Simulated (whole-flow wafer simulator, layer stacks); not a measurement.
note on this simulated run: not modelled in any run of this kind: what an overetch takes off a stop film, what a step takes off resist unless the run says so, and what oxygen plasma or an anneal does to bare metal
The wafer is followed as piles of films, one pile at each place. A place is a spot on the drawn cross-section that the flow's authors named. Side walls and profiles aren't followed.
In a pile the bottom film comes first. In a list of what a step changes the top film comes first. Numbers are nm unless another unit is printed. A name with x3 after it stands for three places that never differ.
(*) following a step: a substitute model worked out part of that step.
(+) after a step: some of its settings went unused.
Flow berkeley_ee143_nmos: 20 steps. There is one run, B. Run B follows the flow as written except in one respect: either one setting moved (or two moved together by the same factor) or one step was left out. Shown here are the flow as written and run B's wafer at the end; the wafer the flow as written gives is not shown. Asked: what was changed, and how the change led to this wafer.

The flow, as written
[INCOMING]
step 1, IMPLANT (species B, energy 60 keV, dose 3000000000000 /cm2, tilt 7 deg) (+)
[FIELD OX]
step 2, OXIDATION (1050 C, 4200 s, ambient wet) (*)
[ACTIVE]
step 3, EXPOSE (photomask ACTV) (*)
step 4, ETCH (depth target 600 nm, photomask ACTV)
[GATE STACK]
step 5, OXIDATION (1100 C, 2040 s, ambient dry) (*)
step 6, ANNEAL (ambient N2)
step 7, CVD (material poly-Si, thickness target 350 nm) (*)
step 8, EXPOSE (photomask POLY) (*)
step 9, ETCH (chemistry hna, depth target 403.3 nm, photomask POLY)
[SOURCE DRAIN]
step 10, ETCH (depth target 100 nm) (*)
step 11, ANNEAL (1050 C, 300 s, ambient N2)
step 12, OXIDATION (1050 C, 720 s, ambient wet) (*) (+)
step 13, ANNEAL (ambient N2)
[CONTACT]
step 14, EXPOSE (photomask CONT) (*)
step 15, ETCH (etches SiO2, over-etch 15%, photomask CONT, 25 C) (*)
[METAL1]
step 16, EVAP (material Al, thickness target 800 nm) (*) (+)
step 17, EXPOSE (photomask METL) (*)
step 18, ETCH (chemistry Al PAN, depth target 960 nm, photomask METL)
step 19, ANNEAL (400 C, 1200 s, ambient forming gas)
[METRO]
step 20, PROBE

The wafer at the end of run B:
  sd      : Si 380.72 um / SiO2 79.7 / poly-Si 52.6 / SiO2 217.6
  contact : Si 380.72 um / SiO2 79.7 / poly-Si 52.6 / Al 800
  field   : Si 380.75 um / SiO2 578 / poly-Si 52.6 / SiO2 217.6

What caused this: step 9, ETCH: depth target 201.7 nm was run, whereas the flow has depth target 403.3 nm.

How this came from the change, step by step:
  step 9, ETCH (chemistry hna, depth target 403.3 nm, photomask POLY)
      sd, contact, field: poly-Si loses 201.7 (it would be, as written: poly-Si loses 350 (all of it))
  step 10, ETCH (depth target 100 nm) (*)
      sd, contact: nothing (it would be, as written: SiO2 loses 79.7 (all of it))
      field: nothing (it would be, as written: SiO2 loses 100)
  step 12, OXIDATION (1050 C, 720 s, ambient wet) (*) (+)
      sd, contact: SiO2 gains 217.6 (new film), poly-Si loses 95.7 (it would be, as written: SiO2 gains 189.4 (new film), Si loses 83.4)
      field: SiO2 gains 217.6 (new film), poly-Si loses 95.7 (it would be, as written: SiO2 gains 69.1, Si loses 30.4)
  step 15, ETCH (etches SiO2, over-etch 15%, photomask CONT, 25 C) (*)
      contact: SiO2 loses 217.6 (all of it) (it would be, as written: SiO2 loses 189.4 (all of it))
